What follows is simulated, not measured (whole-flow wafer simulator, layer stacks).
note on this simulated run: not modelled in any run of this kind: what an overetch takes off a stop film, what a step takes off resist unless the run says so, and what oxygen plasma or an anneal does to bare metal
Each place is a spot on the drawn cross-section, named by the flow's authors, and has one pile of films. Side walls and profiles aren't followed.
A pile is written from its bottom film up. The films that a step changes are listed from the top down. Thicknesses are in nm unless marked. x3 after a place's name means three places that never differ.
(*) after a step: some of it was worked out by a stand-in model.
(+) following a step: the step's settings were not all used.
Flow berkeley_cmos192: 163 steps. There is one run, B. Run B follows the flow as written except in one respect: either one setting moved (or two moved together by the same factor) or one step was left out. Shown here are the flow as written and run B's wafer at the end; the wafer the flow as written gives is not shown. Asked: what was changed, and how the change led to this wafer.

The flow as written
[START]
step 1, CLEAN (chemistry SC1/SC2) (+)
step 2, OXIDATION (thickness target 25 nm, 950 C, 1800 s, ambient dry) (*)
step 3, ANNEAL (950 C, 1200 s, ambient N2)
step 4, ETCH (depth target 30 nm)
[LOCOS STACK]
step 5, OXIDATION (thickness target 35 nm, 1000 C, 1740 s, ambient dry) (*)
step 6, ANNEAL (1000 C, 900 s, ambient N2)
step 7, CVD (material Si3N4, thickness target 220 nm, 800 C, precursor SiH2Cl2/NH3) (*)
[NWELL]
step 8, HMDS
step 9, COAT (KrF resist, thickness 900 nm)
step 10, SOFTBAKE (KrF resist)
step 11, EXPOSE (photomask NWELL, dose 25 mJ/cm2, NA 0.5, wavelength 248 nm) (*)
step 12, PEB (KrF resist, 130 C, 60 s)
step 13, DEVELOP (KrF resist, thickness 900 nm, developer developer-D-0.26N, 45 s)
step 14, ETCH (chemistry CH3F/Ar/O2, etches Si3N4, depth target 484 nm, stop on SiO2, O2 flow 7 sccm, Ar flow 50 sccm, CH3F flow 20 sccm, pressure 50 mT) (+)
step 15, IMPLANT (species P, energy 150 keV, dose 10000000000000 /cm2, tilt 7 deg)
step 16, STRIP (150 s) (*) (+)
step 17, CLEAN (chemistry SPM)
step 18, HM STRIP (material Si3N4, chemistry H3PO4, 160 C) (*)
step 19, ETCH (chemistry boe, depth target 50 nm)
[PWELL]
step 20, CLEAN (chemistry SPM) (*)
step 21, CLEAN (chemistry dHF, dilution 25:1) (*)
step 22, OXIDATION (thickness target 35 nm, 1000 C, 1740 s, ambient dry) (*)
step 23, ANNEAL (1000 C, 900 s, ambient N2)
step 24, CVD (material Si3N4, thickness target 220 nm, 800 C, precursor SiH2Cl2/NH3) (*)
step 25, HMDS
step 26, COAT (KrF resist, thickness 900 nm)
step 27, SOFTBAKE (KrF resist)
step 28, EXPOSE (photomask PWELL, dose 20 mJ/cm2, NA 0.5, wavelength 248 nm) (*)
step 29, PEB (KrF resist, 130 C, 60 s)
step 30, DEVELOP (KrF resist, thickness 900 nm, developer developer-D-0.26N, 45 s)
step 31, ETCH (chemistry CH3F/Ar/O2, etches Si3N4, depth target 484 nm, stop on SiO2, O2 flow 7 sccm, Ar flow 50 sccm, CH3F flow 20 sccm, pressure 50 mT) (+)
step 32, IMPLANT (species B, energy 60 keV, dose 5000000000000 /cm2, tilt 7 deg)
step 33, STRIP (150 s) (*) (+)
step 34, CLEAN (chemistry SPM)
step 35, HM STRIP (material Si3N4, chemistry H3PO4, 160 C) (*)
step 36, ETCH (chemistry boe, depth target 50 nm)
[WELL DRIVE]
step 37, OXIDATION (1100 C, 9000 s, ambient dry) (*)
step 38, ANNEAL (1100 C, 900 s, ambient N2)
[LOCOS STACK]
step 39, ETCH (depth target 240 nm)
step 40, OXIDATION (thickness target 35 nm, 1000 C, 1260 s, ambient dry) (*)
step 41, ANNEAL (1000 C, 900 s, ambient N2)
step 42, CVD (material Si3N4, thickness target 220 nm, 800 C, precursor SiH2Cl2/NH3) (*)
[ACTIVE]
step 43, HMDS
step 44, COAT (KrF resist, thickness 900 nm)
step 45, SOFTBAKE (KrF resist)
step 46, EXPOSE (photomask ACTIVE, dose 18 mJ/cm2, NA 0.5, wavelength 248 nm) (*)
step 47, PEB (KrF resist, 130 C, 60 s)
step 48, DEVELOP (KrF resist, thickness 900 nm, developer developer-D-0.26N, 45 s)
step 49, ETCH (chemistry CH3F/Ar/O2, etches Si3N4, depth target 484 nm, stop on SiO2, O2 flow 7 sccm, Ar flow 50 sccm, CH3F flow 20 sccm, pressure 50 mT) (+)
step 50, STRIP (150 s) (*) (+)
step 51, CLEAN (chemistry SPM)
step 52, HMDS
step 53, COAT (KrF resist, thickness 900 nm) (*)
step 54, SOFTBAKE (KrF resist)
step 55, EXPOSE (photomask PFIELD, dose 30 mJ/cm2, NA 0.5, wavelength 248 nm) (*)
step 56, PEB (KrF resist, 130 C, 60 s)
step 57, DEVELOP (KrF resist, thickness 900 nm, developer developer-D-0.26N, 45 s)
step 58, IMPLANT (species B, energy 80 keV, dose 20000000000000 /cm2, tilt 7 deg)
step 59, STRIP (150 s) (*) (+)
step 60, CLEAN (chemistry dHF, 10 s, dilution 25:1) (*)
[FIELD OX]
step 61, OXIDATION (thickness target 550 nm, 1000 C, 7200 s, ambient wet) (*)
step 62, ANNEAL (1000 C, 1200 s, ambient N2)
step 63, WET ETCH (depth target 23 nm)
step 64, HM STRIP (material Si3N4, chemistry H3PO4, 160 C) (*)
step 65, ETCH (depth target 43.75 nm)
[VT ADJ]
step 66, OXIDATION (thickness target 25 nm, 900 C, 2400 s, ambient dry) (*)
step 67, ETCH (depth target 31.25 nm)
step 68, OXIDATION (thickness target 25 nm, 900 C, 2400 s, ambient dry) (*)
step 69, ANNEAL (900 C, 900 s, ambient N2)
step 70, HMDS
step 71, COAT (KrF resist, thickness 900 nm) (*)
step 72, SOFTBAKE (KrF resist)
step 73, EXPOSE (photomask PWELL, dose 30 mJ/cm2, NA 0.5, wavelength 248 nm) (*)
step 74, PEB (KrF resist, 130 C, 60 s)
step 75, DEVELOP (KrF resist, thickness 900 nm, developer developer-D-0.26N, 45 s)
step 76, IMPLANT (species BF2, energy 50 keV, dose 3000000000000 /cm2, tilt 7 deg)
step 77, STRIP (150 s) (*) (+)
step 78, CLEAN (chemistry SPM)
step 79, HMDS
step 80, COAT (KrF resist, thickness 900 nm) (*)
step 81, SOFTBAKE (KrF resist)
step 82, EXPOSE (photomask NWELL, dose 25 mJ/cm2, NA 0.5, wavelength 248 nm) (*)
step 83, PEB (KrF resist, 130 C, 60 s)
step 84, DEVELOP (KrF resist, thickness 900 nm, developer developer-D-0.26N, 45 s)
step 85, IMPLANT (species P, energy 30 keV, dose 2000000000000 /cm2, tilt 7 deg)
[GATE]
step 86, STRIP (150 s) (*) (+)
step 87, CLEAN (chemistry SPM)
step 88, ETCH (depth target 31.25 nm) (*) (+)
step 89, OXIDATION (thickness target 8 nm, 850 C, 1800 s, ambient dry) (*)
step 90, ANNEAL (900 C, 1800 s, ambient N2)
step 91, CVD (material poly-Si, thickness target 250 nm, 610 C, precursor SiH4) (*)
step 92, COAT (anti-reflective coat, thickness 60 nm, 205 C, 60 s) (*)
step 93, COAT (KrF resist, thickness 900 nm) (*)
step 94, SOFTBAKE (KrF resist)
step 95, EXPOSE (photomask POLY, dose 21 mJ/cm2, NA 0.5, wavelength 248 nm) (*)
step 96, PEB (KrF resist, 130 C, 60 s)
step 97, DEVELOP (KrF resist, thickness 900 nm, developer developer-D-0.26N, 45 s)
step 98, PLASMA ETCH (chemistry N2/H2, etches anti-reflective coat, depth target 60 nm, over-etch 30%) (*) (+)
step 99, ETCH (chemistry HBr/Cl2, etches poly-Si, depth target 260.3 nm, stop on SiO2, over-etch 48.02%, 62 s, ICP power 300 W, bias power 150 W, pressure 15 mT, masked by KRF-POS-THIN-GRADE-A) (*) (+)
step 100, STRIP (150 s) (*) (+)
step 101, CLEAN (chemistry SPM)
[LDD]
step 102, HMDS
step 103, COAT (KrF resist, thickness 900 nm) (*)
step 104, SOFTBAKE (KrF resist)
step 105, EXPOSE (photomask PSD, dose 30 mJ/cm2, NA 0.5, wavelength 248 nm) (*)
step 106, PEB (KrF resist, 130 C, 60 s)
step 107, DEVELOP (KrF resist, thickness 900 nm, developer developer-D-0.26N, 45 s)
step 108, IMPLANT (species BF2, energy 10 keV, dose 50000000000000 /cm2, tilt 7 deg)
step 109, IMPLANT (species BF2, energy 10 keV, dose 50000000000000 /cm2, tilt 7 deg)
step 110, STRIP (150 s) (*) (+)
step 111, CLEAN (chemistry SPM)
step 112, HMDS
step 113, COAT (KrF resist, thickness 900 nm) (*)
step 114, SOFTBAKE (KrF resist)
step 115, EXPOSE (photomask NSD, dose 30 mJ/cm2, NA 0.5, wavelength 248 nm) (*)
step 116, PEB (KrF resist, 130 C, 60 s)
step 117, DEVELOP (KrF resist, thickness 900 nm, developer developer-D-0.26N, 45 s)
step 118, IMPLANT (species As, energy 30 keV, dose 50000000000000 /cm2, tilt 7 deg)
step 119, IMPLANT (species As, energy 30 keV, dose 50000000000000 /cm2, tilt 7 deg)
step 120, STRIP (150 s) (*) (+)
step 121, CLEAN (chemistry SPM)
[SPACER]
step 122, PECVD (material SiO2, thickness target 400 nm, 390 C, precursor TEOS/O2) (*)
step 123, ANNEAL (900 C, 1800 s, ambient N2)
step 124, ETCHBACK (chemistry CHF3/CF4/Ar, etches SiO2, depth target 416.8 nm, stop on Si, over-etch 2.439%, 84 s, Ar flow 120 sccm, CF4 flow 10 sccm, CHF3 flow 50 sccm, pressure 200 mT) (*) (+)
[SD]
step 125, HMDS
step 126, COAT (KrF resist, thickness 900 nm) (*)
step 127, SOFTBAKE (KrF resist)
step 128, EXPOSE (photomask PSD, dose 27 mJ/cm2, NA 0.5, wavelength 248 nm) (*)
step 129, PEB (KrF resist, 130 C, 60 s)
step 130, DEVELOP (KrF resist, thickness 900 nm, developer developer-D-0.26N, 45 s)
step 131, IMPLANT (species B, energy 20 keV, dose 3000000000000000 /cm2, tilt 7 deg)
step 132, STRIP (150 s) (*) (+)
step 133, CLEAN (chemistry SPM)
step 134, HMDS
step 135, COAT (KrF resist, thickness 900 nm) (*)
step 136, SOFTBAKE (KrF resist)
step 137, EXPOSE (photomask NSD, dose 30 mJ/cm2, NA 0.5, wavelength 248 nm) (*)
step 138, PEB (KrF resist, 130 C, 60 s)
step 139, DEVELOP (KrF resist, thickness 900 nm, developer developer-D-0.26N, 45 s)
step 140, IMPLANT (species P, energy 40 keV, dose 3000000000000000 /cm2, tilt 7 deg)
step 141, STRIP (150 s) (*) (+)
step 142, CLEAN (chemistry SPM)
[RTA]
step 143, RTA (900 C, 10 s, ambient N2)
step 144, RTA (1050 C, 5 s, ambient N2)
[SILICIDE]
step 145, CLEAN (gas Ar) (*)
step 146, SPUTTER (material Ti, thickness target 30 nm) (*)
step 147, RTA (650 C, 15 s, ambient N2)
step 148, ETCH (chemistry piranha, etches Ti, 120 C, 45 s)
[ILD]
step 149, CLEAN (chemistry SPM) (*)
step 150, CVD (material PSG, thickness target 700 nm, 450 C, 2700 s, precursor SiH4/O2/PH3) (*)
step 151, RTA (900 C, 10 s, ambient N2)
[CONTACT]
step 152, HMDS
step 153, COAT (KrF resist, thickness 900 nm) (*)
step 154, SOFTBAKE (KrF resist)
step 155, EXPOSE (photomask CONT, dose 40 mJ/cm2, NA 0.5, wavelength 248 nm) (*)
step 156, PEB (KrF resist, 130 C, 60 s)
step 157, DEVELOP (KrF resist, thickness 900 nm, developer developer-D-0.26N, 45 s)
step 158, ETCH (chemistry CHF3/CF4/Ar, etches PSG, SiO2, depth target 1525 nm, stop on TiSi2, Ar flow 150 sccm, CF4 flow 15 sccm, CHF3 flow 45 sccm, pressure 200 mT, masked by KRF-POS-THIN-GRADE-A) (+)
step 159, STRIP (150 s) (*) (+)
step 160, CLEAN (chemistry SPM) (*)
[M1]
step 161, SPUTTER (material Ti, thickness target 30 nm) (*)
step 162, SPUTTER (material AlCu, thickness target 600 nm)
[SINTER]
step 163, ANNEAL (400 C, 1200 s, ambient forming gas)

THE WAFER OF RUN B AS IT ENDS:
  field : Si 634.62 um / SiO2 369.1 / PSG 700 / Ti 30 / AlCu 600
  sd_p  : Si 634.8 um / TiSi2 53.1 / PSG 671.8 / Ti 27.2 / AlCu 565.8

The reason: step 65, ETCH: depth target 70 nm was run, whereas the flow has depth target 43.75 nm.

The path from the change to this, step by step:
  step 65, ETCH (depth target 43.75 nm)
      field: SiO2 loses 70 (in the flow as written it would be: SiO2 loses 43.8)
  step 92, COAT (anti-reflective coat, thickness 60 nm, 205 C, 60 s) (*)
      sd_n: anti-reflective coat gains 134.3 (new film) (in the flow as written it would be: anti-reflective coat gains 152.4 (new film))
      spacer_n: anti-reflective coat gains 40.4 (new film) (in the flow as written it would be: anti-reflective coat gains 33.8 (new film))
      (and at 6 other places as well)
  step 93, COAT (KrF resist, thickness 900 nm) (*)
      spacer_n: KrF resist gains 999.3 (new film) (in the flow as written it would be: KrF resist gains 1021.2 (new film))
      gate: KrF resist gains 1001.5 (new film) (in the flow as written it would be: KrF resist gains 1023.8 (new film))
  step 97, DEVELOP (KrF resist, thickness 900 nm, developer developer-D-0.26N, 45 s)
      spacer_n: KrF resist loses 997.7 (all of it) (in the flow as written it would be: KrF resist loses 1019.5 (all of it))
  step 98, PLASMA ETCH (chemistry N2/H2, etches anti-reflective coat, depth target 60 nm, over-etch 30%) (*) (+)
      field: anti-reflective coat loses 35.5 (all of it), poly-Si loses 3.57 (in the flow as written it would be: anti-reflective coat loses 35.3 (all of it), poly-Si loses 4.18)
      sd_n: anti-reflective coat loses 134.3 (all of it), poly-Si loses 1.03 (in the flow as written it would be: anti-reflective coat loses 152.4 (all of it), poly-Si loses 1.17)
      (and at 5 other places as well)
  step 100, STRIP (150 s) (*) (+)
      gate: chemical SiO2 gains 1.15 (new film), KrF resist loses 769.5 (all of it), anti-reflective coat loses 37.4 (all of it), poly-Si loses 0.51 (in the flow as written it would be: chemical SiO2 gains 1.15 (new film), KrF resist loses 791.8 (all of it), anti-reflective coat loses 30 (all of it), poly-Si loses 0.51)
      gate_p: chemical SiO2 gains 1.15 (new film), KrF resist loses 749.9 (all of it), anti-reflective coat loses 36.6 (all of it), poly-Si loses 0.51 (in the flow as written it would be: chemical SiO2 gains 1.15 (new film), KrF resist loses 765.1 (all of it), anti-reflective coat loses 31 (all of it), poly-Si loses 0.51)
  step 147, RTA (650 C, 15 s, ambient N2)
      sd_p: Ti loses 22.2, TiSi first gains 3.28 (new film), TiSi2 C49 gains 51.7 (new film), Si loses 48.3 (in the flow as written it would be: Ti loses 21.9, TiSi first gains 2.35 (new film), TiSi2 C49 gains 52.1 (new film), Si loses 48.1)
  step 151, RTA (900 C, 10 s, ambient N2)
      sd_p: under 1 film: TiSi2 gains 53.1 (new film), TiSi first loses 3.18 (all of it), TiSi2 C49 loses 51.7 (all of it), Si loses 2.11 (in the flow as written it would be: under 1 film: TiSi2 gains 52.2 (new film), TiSi first loses 2.25 (all of it), TiSi2 C49 loses 52.1 (all of it), Si loses 1.5)
  step 159, STRIP (150 s) (*) (+)
      sd_p: KrF resist loses 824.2 (all of it) (in the flow as written it would be: KrF resist loses 841.6 (all of it))
  step 161, SPUTTER (material Ti, thickness target 30 nm) (*)
      sd_p: Ti gains 27.2 (new film) (in the flow as written it would be: Ti gains 26.6 (new film))
  step 162, SPUTTER (material AlCu, thickness target 600 nm)
      sd_p: AlCu gains 565.8 (new film) (in the flow as written it would be: AlCu gains 551.2 (new film))
